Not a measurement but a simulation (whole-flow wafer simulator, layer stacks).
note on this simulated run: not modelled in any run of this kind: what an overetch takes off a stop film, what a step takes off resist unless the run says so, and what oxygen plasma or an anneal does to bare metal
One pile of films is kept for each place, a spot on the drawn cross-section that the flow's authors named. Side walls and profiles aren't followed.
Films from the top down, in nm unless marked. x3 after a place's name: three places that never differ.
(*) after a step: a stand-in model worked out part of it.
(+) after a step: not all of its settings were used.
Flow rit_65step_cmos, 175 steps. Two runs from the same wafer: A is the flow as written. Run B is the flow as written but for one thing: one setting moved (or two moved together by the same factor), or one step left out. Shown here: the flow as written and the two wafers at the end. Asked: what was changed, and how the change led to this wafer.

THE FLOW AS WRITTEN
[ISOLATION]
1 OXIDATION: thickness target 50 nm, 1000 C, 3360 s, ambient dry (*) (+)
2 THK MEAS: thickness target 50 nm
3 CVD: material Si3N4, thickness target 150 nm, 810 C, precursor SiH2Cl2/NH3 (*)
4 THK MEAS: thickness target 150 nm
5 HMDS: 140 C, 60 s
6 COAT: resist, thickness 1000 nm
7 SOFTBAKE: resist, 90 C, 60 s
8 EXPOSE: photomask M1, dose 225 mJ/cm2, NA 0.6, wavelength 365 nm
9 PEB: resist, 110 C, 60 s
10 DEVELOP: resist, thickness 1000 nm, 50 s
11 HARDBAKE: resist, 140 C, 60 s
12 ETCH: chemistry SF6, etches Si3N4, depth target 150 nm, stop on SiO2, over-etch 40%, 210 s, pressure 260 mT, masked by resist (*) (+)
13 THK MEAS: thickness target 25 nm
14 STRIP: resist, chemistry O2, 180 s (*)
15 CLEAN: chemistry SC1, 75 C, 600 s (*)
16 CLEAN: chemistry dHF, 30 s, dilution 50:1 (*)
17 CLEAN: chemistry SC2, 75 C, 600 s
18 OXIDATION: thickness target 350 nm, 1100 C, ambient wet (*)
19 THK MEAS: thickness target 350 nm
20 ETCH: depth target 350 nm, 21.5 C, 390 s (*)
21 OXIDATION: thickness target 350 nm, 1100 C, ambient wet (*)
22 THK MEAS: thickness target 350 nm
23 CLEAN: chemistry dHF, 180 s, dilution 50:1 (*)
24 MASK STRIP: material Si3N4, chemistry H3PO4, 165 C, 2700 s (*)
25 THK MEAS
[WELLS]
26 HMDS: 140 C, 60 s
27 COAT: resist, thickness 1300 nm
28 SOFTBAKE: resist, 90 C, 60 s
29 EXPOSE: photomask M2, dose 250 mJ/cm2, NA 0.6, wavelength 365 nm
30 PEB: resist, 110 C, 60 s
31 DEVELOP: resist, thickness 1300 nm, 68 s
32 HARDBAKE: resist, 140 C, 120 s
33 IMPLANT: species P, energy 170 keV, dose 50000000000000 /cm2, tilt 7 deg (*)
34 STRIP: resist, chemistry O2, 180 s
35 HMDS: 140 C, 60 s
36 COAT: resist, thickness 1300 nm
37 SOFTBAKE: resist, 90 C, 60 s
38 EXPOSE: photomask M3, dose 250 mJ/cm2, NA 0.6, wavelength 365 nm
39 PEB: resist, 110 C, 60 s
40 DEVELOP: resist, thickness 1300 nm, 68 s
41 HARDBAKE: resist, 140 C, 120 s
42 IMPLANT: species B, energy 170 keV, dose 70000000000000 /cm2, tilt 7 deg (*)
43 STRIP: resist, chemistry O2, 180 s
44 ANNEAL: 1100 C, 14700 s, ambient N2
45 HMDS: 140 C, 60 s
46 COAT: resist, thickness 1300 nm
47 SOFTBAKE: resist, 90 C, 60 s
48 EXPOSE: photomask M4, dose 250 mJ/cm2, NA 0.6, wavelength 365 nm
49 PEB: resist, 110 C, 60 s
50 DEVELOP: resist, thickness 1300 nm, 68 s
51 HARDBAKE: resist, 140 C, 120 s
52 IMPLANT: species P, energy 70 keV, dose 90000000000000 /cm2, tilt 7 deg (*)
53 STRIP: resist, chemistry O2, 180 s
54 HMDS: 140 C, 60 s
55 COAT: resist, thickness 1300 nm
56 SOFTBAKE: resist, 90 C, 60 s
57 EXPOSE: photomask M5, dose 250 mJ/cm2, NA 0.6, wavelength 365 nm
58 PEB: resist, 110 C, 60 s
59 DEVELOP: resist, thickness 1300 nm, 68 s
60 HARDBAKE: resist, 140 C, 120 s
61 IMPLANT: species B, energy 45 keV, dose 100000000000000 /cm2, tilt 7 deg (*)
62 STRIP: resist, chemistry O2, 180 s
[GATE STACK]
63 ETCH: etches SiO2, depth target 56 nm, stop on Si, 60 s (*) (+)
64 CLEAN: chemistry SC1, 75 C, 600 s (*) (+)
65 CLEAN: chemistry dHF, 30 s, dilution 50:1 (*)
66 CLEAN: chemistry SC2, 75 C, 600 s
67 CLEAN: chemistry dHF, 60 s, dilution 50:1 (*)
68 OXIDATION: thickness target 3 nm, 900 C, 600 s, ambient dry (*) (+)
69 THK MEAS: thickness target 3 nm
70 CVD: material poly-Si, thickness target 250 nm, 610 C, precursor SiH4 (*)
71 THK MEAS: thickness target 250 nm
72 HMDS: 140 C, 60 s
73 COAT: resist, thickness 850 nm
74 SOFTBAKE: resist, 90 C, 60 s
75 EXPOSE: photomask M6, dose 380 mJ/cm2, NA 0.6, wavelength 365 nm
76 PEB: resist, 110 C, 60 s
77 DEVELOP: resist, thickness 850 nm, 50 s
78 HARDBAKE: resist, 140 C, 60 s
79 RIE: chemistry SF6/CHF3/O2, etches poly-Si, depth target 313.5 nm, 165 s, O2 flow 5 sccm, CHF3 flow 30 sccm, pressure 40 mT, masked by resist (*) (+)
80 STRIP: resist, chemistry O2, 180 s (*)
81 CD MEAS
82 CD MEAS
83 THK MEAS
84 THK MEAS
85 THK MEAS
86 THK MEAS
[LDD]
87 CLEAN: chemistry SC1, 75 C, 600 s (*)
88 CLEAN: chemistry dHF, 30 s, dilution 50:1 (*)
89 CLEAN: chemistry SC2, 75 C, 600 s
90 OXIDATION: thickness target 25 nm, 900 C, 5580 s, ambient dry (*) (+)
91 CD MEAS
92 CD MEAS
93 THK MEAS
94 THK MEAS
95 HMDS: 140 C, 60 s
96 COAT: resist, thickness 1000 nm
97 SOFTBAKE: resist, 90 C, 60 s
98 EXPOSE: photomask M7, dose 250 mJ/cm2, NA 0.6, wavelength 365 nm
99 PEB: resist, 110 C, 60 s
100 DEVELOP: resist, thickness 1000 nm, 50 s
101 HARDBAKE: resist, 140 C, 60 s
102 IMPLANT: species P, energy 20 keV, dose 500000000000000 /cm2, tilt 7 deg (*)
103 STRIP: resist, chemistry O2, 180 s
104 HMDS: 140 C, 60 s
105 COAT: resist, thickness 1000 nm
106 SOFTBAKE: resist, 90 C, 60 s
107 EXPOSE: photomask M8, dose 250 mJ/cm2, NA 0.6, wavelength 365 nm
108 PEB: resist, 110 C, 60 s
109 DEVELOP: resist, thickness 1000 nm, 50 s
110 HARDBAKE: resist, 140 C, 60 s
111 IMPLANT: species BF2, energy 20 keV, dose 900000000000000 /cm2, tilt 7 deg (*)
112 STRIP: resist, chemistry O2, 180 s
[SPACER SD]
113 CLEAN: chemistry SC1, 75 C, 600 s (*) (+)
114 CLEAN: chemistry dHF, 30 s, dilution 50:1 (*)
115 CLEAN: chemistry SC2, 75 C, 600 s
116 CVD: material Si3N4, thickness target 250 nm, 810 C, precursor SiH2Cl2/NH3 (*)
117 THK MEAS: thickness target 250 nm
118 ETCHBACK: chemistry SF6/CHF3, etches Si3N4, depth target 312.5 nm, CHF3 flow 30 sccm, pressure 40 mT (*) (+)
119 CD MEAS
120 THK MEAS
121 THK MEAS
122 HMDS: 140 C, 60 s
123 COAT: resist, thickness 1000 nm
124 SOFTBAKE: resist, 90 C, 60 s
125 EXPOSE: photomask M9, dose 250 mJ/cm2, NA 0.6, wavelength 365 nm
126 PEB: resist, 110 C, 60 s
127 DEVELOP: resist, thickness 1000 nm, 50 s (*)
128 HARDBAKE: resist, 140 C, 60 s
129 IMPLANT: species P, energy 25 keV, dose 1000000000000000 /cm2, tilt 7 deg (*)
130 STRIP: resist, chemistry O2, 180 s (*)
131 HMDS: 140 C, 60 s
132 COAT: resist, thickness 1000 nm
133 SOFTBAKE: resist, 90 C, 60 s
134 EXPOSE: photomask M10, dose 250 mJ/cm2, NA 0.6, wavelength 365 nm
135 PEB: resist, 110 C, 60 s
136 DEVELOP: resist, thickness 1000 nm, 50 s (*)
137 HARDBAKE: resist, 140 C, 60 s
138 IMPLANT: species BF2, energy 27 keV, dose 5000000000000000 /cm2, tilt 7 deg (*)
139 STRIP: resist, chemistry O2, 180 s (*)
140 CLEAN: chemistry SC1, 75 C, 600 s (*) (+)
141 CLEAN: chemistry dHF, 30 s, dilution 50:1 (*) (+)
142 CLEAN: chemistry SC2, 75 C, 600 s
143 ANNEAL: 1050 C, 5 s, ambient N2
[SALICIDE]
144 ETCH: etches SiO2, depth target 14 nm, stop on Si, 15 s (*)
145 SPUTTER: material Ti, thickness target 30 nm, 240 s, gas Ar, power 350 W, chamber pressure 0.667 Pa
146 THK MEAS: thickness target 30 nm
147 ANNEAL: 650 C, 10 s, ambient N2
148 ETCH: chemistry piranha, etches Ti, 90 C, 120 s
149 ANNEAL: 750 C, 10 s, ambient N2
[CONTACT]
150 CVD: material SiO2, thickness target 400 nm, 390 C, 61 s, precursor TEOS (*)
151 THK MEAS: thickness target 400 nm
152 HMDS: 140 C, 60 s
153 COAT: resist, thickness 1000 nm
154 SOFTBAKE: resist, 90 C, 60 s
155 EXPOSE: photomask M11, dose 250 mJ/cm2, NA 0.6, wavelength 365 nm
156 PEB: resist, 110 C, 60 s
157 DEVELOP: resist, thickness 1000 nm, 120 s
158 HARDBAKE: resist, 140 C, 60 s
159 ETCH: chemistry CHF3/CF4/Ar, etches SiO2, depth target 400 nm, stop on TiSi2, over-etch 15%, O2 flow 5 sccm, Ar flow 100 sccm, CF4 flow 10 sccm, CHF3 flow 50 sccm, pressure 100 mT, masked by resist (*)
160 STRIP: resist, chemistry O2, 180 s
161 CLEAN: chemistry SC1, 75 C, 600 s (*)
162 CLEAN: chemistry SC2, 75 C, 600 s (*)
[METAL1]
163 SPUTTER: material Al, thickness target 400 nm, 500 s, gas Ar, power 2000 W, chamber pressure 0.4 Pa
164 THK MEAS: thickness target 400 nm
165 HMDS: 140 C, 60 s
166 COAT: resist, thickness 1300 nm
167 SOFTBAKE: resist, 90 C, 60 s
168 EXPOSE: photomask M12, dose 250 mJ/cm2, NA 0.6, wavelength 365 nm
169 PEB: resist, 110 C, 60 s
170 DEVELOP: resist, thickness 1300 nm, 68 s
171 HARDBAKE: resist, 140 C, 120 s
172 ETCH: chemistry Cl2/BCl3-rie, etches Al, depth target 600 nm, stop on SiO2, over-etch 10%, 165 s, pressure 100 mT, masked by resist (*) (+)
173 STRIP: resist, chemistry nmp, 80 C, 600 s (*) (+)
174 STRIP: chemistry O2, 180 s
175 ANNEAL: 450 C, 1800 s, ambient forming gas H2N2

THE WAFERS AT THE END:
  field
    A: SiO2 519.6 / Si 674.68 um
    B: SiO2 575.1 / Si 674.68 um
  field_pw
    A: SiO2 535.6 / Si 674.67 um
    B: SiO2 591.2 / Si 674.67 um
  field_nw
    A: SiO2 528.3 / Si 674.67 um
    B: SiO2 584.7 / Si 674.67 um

The cause: step 63, ETCH: etches SiO2, depth target 56 nm, stop on Si, 60 s (*) (+), was left out.

How the change led to this, step by step:
  64 CLEAN: chemistry SC1, 75 C, 600 s (*) (+)
      active_n, active_p, gate_n and 7 more: A chemical SiO2 +0.6 (new film), Si -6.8 | B SiO2 -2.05
  65 CLEAN: chemistry dHF, 30 s, dilution 50:1 (*)
      active_n, gate_n, spacer, sd_n, contact, m1: A chemical SiO2 -0.6 (all of it) | B SiO2 -3.19
      active_p, gate_p, spacer_p, sd_p: A chemical SiO2 -0.6 (all of it) | B SiO2 -5.29
  67 CLEAN: chemistry dHF, 60 s, dilution 50:1 (*)
      active_n, gate_n, spacer, sd_n, contact, m1: A chemical SiO2 -0.4 (all of it) | B SiO2 -6.39
      active_p, gate_p, spacer_p, sd_p: A chemical SiO2 -0.4 (all of it) | B SiO2 -10.8
  68 OXIDATION: thickness target 3 nm, 900 C, 600 s, ambient dry (*) (+)
      active_n, gate_n, spacer, sd_n, contact, m1: A SiO2 +7.17 (new film), Si -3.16 | B SiO2 +4.24, Si -1.87
      active_p, gate_p, spacer_p, sd_p: A SiO2 +7.17 (new film), Si -3.16 | B SiO2 +4.52, Si -1.99
  79 RIE: chemistry SF6/CHF3/O2, etches poly-Si, depth target 313.5 nm, 165 s, O2 flow 5 sccm, CHF3 flow 30 sccm, pressure 40 mT, masked by resist (*) (+)
      active_n, active_p, spacer, spacer_p, sd_n, sd_p, contact, m1: A poly-Si -250 (all of it), SiO2 -7.17 (all of it) | B poly-Si -250 (all of it), SiO2 -10.9
  80 STRIP: resist, chemistry O2, 180 s (*)
      active_n, active_p, spacer, spacer_p, sd_n, sd_p, contact, m1: A chemical SiO2 +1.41 (new film), Si -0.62 | B nothing
  87 CLEAN: chemistry SC1, 75 C, 600 s (*)
      active_n, active_p, spacer, spacer_p, sd_n, sd_p, contact, m1: A chemical SiO2 -0.81, Si -3.7 | B SiO2 -2.05
  88 CLEAN: chemistry dHF, 30 s, dilution 50:1 (*)
      active_n, active_p, spacer, spacer_p, sd_n, sd_p, contact, m1: A chemical SiO2 -0.6 (all of it) | B SiO2 -2.78
  90 OXIDATION: thickness target 25 nm, 900 C, 5580 s, ambient dry (*) (+)
      spacer, sd_n, contact, m1: A SiO2 +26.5 (new film), chemical SiO2 -0.4 (all of it), Si -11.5 | B SiO2 +21.3, Si -9.37
      active_p, spacer_p, sd_p: A SiO2 +26.5 (new film), chemical SiO2 -0.4 (all of it), Si -11.5 | B SiO2 +21.8, Si -9.57
      (and at 5 more places)
  118 ETCHBACK: chemistry SF6/CHF3, etches Si3N4, depth target 312.5 nm, CHF3 flow 30 sccm, pressure 40 mT (*) (+)
      spacer: A Si3N4 -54 | B Si3N4 -46.8
      spacer_p: A Si3N4 -54 | B Si3N4 -47.1
  123 COAT: resist, thickness 1000 nm
      field: A resist +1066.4 (new film) | B resist +1037.7 (new film)
      field_nw: A resist +1050.5 (new film) | B resist +1029.3 (new film)
      (and at 3 more places)
  126 PEB: resist, 110 C, 60 s
      field: A resist -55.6 | B resist -53.9
      field_pw: A resist -54.3 | B resist -53.2
      (and at 4 more places)
  127 DEVELOP: resist, thickness 1000 nm, 50 s (*)
      field: A resist -1010.9 (all of it) | B resist -983.8 (all of it)
      gate_n: A resist -791.9 (all of it) | B resist -775.8 (all of it)
      (and at 1 more place)
  128 HARDBAKE: resist, 140 C, 60 s
      field_nw: A resist -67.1 | B resist -65.4
      field_p: A resist -68.8 | B resist -66.3
  130 STRIP: resist, chemistry O2, 180 s (*)
      field_p: A resist -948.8 (all of it) | B resist -923.6 (all of it)
  132 COAT: resist, thickness 1000 nm
      field: A resist +1067 (new film) | B resist +1038.2 (new film)
      field_nw: A resist +1050.9 (new film) | B resist +1029.7 (new film)
      (and at 3 more places)
  ... 10 more steps ...
  170 DEVELOP: resist, thickness 1300 nm, 68 s
      field: A resist -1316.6 (all of it) | B resist -1286.4 (all of it)
      field_p: A resist -1324.1 (all of it) | B resist -1293.3 (all of it)
